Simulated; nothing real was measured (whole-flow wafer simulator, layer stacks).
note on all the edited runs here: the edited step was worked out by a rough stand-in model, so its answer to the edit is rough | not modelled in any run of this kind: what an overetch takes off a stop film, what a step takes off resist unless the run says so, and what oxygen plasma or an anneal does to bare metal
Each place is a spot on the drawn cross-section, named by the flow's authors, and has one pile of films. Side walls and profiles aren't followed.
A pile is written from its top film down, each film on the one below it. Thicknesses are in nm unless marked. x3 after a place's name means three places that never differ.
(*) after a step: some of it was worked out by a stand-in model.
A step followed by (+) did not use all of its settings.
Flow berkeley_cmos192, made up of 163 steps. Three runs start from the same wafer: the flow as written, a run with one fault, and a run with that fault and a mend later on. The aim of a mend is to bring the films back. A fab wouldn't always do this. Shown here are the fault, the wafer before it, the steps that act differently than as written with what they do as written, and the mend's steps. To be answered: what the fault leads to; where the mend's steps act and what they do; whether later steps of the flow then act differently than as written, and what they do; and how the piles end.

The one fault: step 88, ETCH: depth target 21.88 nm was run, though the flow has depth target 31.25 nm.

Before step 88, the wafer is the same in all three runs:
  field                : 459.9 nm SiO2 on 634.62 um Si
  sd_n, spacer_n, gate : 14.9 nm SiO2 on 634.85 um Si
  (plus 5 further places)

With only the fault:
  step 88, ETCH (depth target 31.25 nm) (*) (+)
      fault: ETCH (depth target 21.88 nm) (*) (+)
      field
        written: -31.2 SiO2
        fault: -21.9 SiO2
  Steps later in the flow that act otherwise than as written (34 more steps, not shown, differ only slightly: by at most 2% or 0.5 nm, whichever is larger):
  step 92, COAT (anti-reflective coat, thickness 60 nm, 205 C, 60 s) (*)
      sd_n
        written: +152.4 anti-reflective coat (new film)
        fault: +159 anti-reflective coat (new film)
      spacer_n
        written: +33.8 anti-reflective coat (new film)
        fault: +31.5 anti-reflective coat (new film)
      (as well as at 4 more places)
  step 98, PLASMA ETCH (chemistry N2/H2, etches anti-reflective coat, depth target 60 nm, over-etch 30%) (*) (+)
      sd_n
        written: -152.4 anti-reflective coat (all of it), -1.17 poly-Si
        fault: -159 anti-reflective coat (all of it), -1.22 poly-Si
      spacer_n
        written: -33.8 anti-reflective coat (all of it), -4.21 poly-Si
        fault: -31.5 anti-reflective coat (all of it), -4.49 poly-Si
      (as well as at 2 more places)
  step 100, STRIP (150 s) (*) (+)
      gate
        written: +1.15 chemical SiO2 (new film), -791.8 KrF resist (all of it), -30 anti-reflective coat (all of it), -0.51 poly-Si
        fault: +1.15 chemical SiO2 (new film), -799.7 KrF resist (all of it), -27.6 anti-reflective coat (all of it), -0.51 poly-Si
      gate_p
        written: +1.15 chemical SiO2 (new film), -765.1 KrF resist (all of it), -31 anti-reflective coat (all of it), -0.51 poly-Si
        fault: +1.15 chemical SiO2 (new film), -770.3 KrF resist (all of it), -29.3 anti-reflective coat (all of it), -0.51 poly-Si
  The piles end different from the flow's at field by more than 2% or 0.5 nm, whichever is larger.
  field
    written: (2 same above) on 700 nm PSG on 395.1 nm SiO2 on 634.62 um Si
    fault: (2 same above) on 700 nm PSG on 404.4 nm SiO2 on 634.62 um Si

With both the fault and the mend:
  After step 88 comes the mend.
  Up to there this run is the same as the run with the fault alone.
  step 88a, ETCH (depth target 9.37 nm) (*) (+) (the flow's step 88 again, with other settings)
      field
        -9.37 SiO2
  Every later step of the flow that is run acts as written at every place that is followed.
  By the end, the piles equal the flow's at every place that both follow.
